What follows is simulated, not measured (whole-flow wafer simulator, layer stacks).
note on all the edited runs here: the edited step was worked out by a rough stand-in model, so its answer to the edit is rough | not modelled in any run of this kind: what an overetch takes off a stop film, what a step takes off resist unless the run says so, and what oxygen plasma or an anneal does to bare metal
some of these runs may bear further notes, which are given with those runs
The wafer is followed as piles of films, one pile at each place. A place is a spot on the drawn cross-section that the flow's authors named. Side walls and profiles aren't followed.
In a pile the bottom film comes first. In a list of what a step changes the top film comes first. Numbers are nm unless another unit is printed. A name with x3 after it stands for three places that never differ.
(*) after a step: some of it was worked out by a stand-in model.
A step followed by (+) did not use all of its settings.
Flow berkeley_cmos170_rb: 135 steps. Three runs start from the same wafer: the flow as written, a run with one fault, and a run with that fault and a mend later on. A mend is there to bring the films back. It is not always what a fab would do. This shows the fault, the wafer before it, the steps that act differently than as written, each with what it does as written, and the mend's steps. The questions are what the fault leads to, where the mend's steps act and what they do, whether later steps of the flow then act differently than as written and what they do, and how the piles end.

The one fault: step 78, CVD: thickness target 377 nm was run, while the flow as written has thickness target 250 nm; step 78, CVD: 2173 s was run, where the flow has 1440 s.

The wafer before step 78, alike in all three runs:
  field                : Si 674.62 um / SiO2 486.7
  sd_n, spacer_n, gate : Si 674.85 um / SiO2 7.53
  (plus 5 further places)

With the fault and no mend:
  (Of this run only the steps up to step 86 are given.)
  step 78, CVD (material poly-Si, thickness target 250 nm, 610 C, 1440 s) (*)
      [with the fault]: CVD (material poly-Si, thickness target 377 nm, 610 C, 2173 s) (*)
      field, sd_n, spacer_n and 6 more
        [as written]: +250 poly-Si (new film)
        [with the fault]: +377 poly-Si (new film)
  Steps later in the flow that act otherwise than as written (not shown: 2 more steps that differ only slightly, by at most 2% or 0.5 nm, whichever is larger):
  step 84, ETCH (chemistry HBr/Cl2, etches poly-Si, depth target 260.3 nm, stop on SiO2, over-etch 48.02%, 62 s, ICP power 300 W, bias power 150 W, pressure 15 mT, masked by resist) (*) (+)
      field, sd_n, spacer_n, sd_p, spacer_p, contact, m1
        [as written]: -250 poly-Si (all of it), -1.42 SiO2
        [with the fault]: -377 poly-Si (all of it), -0.04 SiO2
  After step 86, at sd_n, spacer_n, gate, sd_p, spacer_p, gate_p, contact, m1, the piles differ from the flow's by more than 2% or 0.5 nm, whichever is larger.
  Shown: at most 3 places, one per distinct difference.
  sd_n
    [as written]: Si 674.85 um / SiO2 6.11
    [with the fault]: Si 674.85 um / SiO2 7.49
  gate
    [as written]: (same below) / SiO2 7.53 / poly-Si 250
    [with the fault]: (same below) / SiO2 7.53 / poly-Si 377

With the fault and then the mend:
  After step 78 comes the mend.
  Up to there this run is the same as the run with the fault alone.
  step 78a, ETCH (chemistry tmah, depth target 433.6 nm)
      field, sd_n, spacer_n and 6 more
        -377 poly-Si (all of it)
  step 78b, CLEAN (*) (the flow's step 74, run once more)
      alters no film at any place that is followed
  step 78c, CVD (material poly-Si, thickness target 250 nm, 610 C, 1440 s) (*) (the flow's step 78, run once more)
      field, sd_n, spacer_n and 6 more
        +250 poly-Si (new film)
  Later steps of the flow that are run all act as written at every place that is followed.
  By the end, the piles equal the flow's at every place that both follow.
